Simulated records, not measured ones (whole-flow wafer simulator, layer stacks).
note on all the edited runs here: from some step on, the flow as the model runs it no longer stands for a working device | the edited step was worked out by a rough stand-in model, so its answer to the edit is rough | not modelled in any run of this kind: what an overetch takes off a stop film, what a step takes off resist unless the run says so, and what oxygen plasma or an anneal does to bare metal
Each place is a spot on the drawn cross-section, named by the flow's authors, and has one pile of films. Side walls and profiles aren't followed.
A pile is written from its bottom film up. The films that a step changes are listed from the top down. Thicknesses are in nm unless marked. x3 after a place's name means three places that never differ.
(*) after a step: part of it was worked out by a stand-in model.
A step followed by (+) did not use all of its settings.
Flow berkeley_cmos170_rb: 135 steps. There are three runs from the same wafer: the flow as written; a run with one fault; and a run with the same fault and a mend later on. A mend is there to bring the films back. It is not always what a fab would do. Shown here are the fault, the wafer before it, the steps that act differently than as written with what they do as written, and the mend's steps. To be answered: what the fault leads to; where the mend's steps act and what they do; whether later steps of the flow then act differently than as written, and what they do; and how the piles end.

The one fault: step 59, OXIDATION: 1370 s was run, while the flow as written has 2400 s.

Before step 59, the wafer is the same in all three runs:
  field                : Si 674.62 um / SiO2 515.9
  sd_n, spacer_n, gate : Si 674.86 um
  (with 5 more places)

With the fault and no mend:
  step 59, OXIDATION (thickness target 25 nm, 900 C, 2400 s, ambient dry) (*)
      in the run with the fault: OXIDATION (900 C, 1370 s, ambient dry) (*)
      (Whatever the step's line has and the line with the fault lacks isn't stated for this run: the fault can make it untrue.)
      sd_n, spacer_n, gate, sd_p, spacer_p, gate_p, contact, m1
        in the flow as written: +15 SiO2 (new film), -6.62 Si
        in the run with the fault: +10.6 SiO2 (new film), -4.65 Si
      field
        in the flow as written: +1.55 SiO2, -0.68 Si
        in the run with the fault: +0.88 SiO2, -0.39 Si
  Later steps of the flow acting differently than as written (30 other steps are not shown; they differ only slightly, by no more than 2% or 0.5 nm, whichever is larger):
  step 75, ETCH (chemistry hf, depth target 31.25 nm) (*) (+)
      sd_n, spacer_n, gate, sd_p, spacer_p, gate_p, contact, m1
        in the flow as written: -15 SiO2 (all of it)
        in the run with the fault: -10.6 SiO2 (all of it)
  The piles end only slightly different from the flow's at the places that both follow, by no more than 2% or 0.5 nm, whichever is larger.

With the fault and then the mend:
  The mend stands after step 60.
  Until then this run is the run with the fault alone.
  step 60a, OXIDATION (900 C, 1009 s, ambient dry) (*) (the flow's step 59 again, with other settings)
      sd_n, spacer_n, gate, sd_p, spacer_p, gate_p, contact, m1
        +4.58 SiO2, -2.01 Si
      field
        +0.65 SiO2, -0.29 Si
  Every later step of the flow that is run acts as written, at every place that is followed, to within 2% or 0.5 nm, whichever is larger.
  The piles end only slightly different from the flow's at the places that both follow, by no more than 2% or 0.5 nm, whichever is larger.
